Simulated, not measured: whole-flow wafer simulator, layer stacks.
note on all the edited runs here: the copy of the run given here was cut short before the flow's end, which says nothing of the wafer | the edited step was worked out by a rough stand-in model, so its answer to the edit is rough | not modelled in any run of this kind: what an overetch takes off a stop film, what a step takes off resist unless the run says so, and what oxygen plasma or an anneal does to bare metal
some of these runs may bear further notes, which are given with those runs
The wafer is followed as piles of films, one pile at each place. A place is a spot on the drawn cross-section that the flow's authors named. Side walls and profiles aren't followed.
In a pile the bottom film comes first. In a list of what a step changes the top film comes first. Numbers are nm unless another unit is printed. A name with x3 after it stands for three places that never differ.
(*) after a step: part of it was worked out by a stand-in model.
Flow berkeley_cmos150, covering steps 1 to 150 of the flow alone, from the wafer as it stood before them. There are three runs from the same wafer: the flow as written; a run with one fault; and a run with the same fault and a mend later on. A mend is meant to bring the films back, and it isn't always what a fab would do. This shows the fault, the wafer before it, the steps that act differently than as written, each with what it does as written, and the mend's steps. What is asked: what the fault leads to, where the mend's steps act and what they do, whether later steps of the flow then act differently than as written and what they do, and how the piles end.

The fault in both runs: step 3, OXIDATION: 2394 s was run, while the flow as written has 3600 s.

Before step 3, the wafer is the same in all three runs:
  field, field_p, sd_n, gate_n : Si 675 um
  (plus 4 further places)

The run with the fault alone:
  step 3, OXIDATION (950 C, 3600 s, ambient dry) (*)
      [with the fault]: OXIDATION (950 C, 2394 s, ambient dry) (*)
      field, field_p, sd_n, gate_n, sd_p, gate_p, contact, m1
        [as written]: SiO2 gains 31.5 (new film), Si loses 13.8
        [with the fault]: SiO2 gains 24.3 (new film), Si loses 10.7
  Steps later in the flow that act otherwise than as written (34 more steps, not shown, differ only slightly: by at most 2% or 0.5 nm, whichever is larger):
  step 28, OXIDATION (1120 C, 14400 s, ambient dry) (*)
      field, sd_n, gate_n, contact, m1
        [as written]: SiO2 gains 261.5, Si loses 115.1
        [with the fault]: SiO2 gains 267.3, Si loses 117.6
  When the end is reached, the piles differ only a little from the flow's at the places that both follow, at most by 2% or 0.5 nm, whichever is larger.

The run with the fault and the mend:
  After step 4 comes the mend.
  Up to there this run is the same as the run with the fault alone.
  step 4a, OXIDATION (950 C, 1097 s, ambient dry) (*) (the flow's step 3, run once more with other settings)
      field, field_p, sd_n, gate_n, sd_p, gate_p, contact, m1
        SiO2 gains 7.19, Si loses 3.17
  Later steps of the flow that are run all act as written at every place that is followed, up to a difference of at most 2% or 0.5 nm, whichever is larger.
  At every place that both follow, the piles at the end match the flow's.
